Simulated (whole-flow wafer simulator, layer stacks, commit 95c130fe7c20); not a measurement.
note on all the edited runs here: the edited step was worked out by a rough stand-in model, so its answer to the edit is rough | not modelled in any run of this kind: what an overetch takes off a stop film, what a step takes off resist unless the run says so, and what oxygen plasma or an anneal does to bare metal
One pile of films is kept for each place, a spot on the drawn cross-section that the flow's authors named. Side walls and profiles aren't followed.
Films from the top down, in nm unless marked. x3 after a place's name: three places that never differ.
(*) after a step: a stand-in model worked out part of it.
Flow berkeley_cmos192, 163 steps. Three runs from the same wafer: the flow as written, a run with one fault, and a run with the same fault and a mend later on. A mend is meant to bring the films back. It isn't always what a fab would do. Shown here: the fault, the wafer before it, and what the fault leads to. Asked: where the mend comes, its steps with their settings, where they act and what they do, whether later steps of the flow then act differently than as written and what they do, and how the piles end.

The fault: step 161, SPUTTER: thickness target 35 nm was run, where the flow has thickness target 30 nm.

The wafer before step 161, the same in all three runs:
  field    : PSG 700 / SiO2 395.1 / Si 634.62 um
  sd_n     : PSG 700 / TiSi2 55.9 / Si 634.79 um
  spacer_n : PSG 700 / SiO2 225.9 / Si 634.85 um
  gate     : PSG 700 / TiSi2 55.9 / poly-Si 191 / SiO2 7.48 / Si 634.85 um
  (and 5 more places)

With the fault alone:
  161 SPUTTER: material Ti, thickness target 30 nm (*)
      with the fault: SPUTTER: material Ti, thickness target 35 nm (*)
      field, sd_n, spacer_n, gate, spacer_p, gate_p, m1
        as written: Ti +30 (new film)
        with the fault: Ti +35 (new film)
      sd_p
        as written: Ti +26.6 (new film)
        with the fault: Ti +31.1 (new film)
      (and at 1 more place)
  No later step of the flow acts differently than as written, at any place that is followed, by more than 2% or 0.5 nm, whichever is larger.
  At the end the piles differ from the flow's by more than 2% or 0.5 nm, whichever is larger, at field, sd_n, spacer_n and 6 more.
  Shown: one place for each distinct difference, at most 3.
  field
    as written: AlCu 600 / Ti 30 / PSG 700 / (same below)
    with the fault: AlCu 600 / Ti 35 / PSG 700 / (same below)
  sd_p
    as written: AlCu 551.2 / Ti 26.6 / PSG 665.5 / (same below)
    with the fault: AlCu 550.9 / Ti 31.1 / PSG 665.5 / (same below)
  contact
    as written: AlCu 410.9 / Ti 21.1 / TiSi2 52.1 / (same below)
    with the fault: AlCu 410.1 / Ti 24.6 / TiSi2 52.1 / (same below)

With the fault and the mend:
  The mend comes after step 161.
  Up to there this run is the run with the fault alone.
  161a ETCH: chemistry piranha, etches Ti, 120 C, 60 s (the flow's step 148 once more, with other settings)
      field, sd_n, spacer_n, gate, spacer_p, gate_p, m1
        Ti -35 (all of it)
      sd_p
        Ti -31.1 (all of it)
      contact
        Ti -24.6 (all of it), TiSi2 -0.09
  161b SPUTTER: material Ti, thickness target 30 nm (*) (the flow's step 161 once more)
      field, sd_n, spacer_n, gate, spacer_p, gate_p, m1
        Ti +30 (new film)
      sd_p
        Ti +26.6 (new film)
      contact
        Ti +21.1 (new film)
  No later step of the flow acts differently than as written at any place that is followed.
  At the end the piles differ from the flow's only slightly at the places that both follow, by at most 2% or 0.5 nm, whichever is larger.
